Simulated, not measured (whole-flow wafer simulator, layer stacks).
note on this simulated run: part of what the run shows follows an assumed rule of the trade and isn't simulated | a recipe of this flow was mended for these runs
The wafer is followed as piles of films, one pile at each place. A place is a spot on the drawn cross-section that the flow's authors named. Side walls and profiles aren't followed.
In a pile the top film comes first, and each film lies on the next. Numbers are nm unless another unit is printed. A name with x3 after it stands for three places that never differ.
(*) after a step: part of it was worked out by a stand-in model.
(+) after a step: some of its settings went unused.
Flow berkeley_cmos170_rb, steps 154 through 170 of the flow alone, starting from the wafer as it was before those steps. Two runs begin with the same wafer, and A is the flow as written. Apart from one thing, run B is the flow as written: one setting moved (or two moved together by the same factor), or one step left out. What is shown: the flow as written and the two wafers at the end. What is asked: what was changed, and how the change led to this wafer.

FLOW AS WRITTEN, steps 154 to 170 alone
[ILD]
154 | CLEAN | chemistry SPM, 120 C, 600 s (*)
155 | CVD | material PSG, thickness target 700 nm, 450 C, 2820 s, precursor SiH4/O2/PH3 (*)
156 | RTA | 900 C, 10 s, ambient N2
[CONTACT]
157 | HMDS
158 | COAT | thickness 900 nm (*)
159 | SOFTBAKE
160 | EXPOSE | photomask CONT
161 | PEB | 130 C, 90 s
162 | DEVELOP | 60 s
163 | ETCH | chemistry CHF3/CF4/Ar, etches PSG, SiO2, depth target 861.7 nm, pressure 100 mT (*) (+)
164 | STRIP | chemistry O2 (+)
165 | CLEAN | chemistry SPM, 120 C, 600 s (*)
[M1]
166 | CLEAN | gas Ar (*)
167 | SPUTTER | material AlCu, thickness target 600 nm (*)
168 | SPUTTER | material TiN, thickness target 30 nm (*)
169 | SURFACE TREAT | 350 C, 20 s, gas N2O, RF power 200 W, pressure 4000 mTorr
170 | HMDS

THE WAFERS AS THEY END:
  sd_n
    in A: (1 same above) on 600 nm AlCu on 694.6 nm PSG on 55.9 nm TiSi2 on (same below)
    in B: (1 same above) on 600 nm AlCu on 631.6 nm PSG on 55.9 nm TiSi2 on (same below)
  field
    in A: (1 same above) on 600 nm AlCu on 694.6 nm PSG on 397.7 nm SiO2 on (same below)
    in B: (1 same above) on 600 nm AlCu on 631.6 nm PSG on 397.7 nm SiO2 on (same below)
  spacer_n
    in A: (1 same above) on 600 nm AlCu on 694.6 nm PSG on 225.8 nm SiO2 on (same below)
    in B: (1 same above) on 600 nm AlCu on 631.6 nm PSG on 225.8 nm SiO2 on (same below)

What caused this: step 155, CVD: thickness target 637 nm was run, whereas the flow has thickness target 700 nm; step 155, CVD: 2566 s was run, where the flow has 2820 s.

How this came from the change, step by step:
  155 | CVD | material PSG, thickness target 700 nm, 450 C, 2820 s, precursor SiH4/O2/PH3 (*)
      field, sd_n, spacer_n, gate, spacer_p, gate_p, contact, m1: A PSG gains 700 (new film) | B PSG gains 637 (new film)
      sd_p: A PSG gains 664.1 (new film) | B PSG gains 605.3 (new film)
  163 | ETCH | chemistry CHF3/CF4/Ar, etches PSG, SiO2, depth target 861.7 nm, pressure 100 mT (*) (+)
      contact: A PSG loses 700 (all of it), TiSi2 loses 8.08 | B PSG loses 637 (all of it), TiSi2 loses 11.2
  167 | SPUTTER | material AlCu, thickness target 600 nm (*)
      contact: A AlCu gains 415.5 (new film) | B AlCu gains 430.5 (new film)
  168 | SPUTTER | material TiN, thickness target 30 nm (*)
      contact: A TiN gains 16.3 (new film) | B TiN gains 17.2 (new film)
